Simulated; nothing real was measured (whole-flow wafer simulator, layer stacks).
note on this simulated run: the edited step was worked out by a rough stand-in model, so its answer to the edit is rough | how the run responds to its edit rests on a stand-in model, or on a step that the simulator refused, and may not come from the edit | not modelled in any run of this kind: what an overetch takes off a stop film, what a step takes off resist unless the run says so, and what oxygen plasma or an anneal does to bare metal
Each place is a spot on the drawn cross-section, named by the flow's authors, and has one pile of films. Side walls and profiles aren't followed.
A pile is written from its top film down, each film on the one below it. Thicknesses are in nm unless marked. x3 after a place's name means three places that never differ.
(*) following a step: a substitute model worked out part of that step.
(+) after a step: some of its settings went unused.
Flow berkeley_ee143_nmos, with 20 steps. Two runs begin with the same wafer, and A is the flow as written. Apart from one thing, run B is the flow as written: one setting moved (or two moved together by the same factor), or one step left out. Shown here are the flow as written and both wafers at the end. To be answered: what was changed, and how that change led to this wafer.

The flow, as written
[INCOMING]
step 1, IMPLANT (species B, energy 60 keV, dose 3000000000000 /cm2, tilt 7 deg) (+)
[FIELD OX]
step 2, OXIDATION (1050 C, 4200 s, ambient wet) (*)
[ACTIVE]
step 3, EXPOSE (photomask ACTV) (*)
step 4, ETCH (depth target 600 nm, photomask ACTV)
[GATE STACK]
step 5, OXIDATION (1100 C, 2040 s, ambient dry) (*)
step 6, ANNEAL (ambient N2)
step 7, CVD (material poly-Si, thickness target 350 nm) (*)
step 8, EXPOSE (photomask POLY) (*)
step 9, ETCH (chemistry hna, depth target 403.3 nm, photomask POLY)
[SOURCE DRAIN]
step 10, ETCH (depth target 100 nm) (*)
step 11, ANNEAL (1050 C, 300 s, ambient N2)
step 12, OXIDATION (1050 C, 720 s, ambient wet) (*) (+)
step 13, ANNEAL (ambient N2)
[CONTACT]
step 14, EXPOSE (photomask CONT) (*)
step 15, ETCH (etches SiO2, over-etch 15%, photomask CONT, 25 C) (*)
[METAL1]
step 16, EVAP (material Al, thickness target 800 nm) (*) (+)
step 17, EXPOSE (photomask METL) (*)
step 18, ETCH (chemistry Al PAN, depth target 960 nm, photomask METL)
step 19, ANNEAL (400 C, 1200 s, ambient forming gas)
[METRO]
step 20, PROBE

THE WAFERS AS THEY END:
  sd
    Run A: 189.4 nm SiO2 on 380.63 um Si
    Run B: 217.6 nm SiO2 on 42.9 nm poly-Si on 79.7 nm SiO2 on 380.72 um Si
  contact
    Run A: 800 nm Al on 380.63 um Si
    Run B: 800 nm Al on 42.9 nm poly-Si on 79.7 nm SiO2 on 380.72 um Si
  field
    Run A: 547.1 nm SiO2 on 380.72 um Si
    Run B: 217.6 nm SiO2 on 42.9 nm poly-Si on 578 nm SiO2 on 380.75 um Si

Cause: step 7, CVD: thickness target 542 nm was run, though the flow has thickness target 350 nm.

How this came from the change, step by step:
  step 7, CVD (material poly-Si, thickness target 350 nm) (*)
      gate, sd, contact, field: A poly-Si gains 350 (new film) | B poly-Si gains 542 (new film)
  step 9, ETCH (chemistry hna, depth target 403.3 nm, photomask POLY)
      sd, contact, field: A poly-Si loses 350 (all of it) | B poly-Si loses 403.3
  step 10, ETCH (depth target 100 nm) (*)
      sd, contact: A SiO2 loses 79.7 (all of it) | B nothing
      field: A SiO2 loses 100 | B nothing
  step 12, OXIDATION (1050 C, 720 s, ambient wet) (*) (+)
      sd, contact: A SiO2 gains 189.4 (new film), Si loses 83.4 | B SiO2 gains 217.6 (new film), poly-Si loses 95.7
      field: A SiO2 gains 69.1, Si loses 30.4 | B SiO2 gains 217.6 (new film), poly-Si loses 95.7
  step 15, ETCH (etches SiO2, over-etch 15%, photomask CONT, 25 C) (*)
      contact: A SiO2 loses 189.4 (all of it) | B SiO2 loses 217.6 (all of it)
